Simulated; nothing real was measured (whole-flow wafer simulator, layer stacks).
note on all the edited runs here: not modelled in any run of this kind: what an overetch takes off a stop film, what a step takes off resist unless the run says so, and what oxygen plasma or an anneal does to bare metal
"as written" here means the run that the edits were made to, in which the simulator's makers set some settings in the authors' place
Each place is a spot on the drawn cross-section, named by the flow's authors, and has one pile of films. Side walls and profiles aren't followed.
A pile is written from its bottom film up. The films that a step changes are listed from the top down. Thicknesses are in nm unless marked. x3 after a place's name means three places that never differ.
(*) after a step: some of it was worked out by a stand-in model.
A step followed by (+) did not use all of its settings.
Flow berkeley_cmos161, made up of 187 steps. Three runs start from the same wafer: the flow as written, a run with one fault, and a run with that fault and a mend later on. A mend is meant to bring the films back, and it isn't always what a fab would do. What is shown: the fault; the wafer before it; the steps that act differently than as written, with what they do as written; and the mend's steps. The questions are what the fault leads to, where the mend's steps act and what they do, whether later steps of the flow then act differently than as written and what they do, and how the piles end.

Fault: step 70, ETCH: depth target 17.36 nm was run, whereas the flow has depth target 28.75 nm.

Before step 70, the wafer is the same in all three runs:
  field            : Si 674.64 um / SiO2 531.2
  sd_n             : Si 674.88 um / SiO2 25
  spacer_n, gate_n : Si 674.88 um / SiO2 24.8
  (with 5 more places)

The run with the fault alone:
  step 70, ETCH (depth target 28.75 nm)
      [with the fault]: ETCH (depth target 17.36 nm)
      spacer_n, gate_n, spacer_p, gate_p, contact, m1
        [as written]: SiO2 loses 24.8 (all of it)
        [with the fault]: SiO2 loses 17.4
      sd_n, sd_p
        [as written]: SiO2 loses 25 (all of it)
        [with the fault]: SiO2 loses 17.4
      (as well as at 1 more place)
  Steps further on in the flow that do not act as written (46 other steps are not shown; they differ only slightly, by no more than 2% or 0.5 nm, whichever is larger):
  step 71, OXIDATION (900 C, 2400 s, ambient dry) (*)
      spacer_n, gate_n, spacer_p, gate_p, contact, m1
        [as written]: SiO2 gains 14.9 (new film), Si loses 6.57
        [with the fault]: SiO2 gains 12.5, Si loses 5.5
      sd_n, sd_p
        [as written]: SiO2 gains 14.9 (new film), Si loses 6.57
        [with the fault]: SiO2 gains 12.4, Si loses 5.48
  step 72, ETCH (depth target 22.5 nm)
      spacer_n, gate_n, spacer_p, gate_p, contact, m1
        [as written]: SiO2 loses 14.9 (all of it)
        [with the fault]: SiO2 loses 19.9 (all of it)
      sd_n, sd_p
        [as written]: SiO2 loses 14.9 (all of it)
        [with the fault]: SiO2 loses 20.1 (all of it)
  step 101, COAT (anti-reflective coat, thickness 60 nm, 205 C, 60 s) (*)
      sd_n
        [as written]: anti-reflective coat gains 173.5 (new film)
        [with the fault]: anti-reflective coat gains 181.8 (new film)
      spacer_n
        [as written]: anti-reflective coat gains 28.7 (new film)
        [with the fault]: anti-reflective coat gains 26.8 (new film)
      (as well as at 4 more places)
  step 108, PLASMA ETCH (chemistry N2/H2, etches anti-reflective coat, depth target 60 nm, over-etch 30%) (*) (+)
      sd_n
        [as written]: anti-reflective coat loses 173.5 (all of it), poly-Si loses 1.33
        [with the fault]: anti-reflective coat loses 181.8 (all of it), poly-Si loses 1.4
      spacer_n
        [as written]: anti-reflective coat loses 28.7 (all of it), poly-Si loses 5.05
        [with the fault]: anti-reflective coat loses 26.8 (all of it), poly-Si loses 5.37
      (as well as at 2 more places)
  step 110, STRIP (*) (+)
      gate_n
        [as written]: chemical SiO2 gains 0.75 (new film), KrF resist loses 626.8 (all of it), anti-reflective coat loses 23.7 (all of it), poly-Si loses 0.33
        [with the fault]: chemical SiO2 gains 0.75 (new film), KrF resist loses 633.6 (all of it), anti-reflective coat loses 21.8 (all of it), poly-Si loses 0.33
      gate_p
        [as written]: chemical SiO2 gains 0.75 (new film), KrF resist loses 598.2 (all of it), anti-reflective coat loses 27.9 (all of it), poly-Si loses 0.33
        [with the fault]: chemical SiO2 gains 0.75 (new film), KrF resist loses 602.2 (all of it), anti-reflective coat loses 26.9 (all of it), poly-Si loses 0.33
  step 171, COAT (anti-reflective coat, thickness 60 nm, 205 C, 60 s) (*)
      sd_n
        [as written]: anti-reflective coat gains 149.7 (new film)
        [with the fault]: anti-reflective coat gains 158.2 (new film)
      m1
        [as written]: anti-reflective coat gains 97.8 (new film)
        [with the fault]: anti-reflective coat gains 100.3 (new film)
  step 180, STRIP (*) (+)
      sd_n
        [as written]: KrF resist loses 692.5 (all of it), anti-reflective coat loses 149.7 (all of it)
        [with the fault]: KrF resist loses 690.8 (all of it), anti-reflective coat loses 158.2 (all of it)
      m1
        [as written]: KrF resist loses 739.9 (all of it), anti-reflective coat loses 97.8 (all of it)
        [with the fault]: KrF resist loses 743.8 (all of it), anti-reflective coat loses 100.3 (all of it)
  At field, the piles at the end differ from the flow's by more than 2% or 0.5 nm, whichever is larger.
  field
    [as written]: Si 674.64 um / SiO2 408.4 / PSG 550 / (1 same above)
    [with the fault]: Si 674.64 um / SiO2 419.7 / PSG 550 / (1 same above)

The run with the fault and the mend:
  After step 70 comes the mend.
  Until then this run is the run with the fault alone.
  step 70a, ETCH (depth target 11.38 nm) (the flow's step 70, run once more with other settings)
      spacer_n, gate_n, spacer_p, gate_p, contact, m1
        SiO2 loses 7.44 (all of it)
      sd_n, sd_p
        SiO2 loses 7.68 (all of it)
      field
        SiO2 loses 11.4
  None of the later steps of the flow differs from how it acts as written, at any place that is followed, by more than 2% or 0.5 nm, whichever is larger.
  At every place that both follow, the piles at the end match the flow's.
